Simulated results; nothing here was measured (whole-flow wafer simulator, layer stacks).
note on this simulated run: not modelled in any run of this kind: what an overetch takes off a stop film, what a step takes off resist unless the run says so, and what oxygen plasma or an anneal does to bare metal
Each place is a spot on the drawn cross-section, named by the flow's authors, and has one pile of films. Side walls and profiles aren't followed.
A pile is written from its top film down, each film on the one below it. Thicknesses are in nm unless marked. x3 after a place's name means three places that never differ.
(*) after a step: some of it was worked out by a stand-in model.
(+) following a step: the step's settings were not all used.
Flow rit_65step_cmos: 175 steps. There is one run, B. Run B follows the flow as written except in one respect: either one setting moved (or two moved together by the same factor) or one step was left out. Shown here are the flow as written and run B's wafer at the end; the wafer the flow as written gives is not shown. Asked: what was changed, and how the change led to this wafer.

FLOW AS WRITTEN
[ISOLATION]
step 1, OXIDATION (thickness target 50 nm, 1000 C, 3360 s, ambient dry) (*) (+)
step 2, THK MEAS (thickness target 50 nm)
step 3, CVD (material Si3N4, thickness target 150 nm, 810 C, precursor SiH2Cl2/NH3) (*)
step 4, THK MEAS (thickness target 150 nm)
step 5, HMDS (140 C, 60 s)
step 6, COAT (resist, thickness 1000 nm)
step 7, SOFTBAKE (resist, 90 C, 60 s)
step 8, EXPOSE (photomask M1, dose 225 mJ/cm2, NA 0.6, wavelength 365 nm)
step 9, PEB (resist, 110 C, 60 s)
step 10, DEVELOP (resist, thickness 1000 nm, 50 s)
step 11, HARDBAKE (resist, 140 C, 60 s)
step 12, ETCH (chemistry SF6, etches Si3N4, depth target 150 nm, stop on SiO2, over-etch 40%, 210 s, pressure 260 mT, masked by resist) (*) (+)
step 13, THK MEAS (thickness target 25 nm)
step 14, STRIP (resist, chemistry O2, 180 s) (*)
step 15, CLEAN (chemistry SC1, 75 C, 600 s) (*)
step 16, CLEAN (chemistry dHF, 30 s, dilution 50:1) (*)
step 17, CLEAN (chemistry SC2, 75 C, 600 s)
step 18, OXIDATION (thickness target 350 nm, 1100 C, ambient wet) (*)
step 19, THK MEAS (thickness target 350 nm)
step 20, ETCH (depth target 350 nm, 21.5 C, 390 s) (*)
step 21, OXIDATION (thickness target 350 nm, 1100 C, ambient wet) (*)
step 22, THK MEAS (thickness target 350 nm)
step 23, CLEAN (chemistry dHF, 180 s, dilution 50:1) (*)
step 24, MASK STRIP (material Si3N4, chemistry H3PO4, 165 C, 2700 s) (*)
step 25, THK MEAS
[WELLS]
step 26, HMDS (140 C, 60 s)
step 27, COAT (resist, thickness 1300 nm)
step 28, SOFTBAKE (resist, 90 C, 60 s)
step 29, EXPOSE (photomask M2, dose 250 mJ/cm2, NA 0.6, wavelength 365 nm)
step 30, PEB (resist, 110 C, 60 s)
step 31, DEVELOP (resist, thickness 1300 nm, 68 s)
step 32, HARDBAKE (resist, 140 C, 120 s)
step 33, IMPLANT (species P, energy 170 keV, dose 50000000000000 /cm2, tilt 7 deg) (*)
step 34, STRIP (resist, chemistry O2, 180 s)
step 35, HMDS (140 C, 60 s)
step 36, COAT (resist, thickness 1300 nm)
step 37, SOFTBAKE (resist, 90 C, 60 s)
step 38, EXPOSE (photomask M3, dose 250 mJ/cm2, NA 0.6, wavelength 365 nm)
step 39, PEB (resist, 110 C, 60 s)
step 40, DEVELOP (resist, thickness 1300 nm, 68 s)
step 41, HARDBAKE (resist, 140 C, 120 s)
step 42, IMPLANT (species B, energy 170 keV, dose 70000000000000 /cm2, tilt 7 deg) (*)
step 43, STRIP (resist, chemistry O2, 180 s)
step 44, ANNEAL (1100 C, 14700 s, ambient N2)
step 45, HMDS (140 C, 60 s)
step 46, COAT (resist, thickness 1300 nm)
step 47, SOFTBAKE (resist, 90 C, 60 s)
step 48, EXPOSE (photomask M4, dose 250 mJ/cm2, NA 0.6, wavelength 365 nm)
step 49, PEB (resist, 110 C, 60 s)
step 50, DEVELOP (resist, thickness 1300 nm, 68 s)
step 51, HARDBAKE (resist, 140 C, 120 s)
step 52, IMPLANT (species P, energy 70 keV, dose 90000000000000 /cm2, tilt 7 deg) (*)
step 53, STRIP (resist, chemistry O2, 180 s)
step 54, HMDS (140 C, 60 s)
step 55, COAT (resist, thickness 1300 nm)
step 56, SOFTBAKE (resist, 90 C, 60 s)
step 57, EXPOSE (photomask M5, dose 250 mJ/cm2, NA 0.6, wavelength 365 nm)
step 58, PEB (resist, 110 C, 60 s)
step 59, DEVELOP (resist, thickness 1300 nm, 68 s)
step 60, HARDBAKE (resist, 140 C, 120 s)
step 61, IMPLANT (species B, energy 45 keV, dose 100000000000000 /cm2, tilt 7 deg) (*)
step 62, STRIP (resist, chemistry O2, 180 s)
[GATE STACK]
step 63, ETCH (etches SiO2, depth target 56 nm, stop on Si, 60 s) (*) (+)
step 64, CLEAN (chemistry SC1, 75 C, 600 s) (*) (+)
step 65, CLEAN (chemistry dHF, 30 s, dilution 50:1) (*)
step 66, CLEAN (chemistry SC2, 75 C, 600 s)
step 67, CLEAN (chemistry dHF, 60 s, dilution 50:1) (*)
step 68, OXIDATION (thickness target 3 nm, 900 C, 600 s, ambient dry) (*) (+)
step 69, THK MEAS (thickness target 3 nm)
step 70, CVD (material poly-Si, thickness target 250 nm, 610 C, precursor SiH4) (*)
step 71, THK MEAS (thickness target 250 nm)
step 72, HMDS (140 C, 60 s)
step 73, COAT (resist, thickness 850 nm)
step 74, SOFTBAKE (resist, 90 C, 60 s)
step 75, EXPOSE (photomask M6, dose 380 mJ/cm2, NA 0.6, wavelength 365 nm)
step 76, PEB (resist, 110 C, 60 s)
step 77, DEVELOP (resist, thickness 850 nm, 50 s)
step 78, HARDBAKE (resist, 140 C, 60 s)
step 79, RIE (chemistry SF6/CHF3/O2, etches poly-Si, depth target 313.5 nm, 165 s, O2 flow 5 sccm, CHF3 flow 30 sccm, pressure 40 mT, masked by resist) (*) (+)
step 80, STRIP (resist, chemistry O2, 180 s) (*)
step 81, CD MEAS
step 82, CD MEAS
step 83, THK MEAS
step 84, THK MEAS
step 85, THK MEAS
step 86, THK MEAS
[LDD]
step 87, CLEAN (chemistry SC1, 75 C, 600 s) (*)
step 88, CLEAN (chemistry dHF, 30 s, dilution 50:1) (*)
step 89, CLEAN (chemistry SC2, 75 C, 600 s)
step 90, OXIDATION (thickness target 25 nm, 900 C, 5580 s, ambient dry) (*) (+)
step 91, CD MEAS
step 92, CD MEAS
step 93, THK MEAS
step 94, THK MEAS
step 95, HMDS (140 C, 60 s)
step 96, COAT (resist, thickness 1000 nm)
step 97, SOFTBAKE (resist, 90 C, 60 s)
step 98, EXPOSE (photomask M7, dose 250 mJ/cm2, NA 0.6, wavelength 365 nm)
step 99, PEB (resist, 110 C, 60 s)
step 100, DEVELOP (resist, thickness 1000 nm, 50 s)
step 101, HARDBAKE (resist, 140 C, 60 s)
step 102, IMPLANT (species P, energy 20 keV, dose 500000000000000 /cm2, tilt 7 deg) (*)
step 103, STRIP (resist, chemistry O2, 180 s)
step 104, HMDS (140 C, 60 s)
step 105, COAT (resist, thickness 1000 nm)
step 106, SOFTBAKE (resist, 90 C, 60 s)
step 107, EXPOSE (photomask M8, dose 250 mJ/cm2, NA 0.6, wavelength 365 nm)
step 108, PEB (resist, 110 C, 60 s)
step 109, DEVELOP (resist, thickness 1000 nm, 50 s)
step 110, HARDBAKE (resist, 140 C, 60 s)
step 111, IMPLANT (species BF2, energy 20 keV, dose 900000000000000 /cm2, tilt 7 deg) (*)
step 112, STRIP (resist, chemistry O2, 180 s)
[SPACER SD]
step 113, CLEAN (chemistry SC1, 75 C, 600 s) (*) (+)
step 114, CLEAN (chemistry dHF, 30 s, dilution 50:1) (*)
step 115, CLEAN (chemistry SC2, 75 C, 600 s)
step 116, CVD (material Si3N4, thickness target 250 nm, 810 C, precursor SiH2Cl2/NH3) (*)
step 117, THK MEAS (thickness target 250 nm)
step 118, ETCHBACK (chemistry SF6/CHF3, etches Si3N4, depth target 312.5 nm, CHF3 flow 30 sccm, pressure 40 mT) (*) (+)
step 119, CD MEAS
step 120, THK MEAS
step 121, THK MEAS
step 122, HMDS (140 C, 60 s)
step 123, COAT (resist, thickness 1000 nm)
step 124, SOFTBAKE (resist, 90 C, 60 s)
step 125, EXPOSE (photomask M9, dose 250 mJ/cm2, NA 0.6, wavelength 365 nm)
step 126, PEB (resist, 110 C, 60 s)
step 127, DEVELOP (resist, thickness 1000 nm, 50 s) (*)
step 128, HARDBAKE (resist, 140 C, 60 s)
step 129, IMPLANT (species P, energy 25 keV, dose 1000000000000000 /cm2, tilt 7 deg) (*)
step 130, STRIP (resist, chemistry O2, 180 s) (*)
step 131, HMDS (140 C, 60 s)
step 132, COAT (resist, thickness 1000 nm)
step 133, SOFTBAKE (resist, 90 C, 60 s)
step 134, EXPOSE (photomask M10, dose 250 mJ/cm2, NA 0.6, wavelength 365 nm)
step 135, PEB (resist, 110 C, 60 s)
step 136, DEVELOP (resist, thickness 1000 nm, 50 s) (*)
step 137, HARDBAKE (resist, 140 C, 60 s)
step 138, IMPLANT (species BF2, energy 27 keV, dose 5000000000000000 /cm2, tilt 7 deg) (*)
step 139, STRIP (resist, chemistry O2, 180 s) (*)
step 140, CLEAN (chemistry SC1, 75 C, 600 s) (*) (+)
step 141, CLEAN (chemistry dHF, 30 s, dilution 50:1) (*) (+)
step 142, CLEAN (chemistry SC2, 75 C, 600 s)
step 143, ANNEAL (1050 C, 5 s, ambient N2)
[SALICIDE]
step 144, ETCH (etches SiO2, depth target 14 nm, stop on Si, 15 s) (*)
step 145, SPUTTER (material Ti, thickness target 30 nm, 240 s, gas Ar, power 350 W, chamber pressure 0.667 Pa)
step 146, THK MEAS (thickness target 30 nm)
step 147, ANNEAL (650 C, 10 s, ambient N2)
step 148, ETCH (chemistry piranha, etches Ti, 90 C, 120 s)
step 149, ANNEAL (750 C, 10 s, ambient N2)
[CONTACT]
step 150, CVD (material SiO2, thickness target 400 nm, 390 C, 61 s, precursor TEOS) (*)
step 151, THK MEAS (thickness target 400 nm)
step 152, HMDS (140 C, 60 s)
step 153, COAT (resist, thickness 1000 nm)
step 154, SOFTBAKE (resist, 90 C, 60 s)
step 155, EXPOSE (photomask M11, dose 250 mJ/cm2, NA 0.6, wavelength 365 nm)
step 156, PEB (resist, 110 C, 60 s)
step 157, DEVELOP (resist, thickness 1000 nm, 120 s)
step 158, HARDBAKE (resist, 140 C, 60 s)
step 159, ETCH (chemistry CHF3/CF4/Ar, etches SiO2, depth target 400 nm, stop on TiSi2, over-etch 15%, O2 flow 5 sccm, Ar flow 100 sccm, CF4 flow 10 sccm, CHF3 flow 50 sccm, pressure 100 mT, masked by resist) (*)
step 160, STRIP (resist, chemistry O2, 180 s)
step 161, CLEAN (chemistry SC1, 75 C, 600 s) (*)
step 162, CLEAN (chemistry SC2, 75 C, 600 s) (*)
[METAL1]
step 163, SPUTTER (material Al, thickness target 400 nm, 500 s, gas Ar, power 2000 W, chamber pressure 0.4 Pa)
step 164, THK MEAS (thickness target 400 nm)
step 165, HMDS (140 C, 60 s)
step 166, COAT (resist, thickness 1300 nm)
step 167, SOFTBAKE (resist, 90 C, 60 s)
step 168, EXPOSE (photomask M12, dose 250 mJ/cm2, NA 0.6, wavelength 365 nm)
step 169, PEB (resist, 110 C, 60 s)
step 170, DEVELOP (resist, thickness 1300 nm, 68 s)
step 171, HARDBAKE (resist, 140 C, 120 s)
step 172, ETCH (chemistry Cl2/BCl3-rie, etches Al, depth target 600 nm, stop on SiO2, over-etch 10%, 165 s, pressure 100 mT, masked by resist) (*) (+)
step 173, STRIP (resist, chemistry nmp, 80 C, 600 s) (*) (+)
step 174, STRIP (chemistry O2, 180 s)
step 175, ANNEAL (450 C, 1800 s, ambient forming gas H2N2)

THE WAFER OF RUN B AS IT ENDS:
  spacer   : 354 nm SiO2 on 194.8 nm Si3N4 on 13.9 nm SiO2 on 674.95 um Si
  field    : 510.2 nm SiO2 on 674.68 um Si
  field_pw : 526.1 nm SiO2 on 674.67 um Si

What caused this: step 163, SPUTTER: power 1622 W was run, whereas the flow has power 2000 W.

Step by step, how the change led to this:
  step 163, SPUTTER (material Al, thickness target 400 nm, 500 s, gas Ar, power 2000 W, chamber pressure 0.4 Pa)
      field, field_p, spacer, spacer_p: +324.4 Al (new film) (in the flow as written it would be: +400 Al (new film))
      gate_n, gate_p: +324.4 Al (new film) (in the flow as written it would be: +396 Al (new film))
      (also at 2 further places)
  step 172, ETCH (chemistry Cl2/BCl3-rie, etches Al, depth target 600 nm, stop on SiO2, over-etch 10%, 165 s, pressure 100 mT, masked by resist) (*) (+)
      field, field_p: -324.4 Al (all of it), -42 SiO2 (in the flow as written it would be: -400 Al (all of it), -32.5 SiO2)
      gate_n, gate_p: -324.4 Al (all of it), -41.9 SiO2 (in the flow as written it would be: -396 Al (all of it), -33 SiO2)
      (also at 4 further places)
